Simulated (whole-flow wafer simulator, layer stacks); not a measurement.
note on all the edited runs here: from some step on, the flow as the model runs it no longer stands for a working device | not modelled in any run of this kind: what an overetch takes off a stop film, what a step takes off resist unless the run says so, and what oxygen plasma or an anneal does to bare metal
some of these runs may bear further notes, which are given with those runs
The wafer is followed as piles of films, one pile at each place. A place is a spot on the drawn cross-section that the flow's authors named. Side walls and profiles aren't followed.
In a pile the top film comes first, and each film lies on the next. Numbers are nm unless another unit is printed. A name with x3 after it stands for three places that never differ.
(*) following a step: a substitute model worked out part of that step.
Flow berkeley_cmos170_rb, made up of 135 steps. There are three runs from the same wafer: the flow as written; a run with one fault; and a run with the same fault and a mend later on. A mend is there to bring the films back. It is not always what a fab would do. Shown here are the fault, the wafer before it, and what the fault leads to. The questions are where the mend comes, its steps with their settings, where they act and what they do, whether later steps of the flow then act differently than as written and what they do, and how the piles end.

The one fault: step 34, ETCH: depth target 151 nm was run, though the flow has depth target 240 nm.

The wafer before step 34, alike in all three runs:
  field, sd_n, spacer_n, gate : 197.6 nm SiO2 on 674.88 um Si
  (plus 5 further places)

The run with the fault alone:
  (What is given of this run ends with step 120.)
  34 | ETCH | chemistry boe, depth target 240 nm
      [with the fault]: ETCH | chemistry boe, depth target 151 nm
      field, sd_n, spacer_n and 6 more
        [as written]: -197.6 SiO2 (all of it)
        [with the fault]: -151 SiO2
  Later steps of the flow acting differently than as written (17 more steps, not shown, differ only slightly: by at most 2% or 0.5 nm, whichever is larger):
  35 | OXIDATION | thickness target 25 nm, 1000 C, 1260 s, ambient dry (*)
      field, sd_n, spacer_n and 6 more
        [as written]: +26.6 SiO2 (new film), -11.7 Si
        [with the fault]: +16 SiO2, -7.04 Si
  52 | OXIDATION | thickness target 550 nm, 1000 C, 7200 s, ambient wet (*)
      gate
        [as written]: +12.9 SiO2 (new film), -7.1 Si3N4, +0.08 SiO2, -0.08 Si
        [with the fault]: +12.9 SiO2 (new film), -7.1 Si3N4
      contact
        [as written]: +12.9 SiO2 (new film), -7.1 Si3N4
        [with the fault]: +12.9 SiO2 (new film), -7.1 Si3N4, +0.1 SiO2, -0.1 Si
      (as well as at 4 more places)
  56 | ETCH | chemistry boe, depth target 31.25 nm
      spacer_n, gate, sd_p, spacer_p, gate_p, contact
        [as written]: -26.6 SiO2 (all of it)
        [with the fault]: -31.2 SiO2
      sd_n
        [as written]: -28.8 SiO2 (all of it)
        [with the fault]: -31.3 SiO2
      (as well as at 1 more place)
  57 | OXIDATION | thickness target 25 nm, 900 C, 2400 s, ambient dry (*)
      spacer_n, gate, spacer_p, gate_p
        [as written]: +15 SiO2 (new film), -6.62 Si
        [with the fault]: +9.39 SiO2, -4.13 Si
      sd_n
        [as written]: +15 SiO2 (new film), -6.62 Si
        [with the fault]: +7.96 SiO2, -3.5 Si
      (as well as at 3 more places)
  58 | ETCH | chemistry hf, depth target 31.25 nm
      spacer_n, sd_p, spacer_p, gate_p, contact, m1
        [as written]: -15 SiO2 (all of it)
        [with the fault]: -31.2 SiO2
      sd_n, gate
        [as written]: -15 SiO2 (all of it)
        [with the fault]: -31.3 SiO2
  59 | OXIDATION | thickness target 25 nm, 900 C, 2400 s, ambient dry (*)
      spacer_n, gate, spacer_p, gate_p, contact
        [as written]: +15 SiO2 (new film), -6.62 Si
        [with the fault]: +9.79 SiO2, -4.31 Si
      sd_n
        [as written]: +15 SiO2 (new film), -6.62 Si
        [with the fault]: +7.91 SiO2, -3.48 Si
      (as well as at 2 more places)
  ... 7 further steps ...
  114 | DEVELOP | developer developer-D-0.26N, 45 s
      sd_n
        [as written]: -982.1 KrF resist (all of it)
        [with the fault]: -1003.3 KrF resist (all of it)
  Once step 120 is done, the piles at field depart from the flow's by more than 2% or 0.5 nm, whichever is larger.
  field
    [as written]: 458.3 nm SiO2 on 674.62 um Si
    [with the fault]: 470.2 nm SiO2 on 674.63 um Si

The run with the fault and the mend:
  The mend follows step 34.
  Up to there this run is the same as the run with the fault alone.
  34a | ETCH | chemistry boe, depth target 89 nm (the flow's step 34, run once more with other settings)
      field, sd_n, spacer_n and 6 more
        -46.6 SiO2 (all of it)
  Every later step of the flow that is run acts as written at every place that is followed.
  The piles end the same as the flow's at every place that both follow.
